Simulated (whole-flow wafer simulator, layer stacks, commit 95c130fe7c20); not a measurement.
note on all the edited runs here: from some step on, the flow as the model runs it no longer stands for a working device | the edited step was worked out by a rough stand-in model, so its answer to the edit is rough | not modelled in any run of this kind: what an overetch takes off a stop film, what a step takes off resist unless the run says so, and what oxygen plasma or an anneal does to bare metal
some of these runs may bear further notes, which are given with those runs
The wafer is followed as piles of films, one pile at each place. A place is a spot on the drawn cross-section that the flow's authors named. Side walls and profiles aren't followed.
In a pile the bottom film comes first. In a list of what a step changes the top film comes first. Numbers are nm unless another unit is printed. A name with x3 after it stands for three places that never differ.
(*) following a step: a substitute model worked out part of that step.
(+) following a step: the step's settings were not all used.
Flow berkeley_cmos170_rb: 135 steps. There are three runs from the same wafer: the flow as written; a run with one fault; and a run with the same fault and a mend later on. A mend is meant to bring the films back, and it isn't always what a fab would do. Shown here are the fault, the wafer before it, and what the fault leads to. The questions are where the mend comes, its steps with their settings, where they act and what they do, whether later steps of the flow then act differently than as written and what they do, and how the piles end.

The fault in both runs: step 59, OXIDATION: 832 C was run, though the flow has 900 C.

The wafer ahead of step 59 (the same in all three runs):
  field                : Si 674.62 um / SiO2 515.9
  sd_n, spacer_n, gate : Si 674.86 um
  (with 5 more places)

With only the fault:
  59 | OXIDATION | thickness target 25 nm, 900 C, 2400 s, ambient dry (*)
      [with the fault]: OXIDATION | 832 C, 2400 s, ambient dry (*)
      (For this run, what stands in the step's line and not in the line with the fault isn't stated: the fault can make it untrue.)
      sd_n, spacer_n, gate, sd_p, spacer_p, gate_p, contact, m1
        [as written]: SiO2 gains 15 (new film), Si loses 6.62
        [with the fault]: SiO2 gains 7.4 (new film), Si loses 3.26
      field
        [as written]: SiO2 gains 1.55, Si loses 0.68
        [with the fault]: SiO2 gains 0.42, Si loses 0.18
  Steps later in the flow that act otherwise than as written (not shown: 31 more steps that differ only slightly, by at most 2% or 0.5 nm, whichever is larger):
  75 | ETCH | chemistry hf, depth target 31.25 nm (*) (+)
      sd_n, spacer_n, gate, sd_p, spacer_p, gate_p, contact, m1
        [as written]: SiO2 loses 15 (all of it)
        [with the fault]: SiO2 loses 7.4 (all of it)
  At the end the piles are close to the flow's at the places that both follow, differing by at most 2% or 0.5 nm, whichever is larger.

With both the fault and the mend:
  After step 60 comes the mend.
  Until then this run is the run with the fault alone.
  60a | OXIDATION | 900 C, 1600 s, ambient dry (*) (the flow's step 59 again, with other settings)
      sd_n, spacer_n, gate, sd_p, spacer_p, gate_p, contact, m1
        SiO2 gains 7.59, Si loses 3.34
      field
        SiO2 gains 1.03, Si loses 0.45
  Later steps of the flow that are run all act as written at every place that is followed, up to a difference of at most 2% or 0.5 nm, whichever is larger.
  At the end the piles are close to the flow's at the places that both follow, differing by at most 2% or 0.5 nm, whichever is larger.
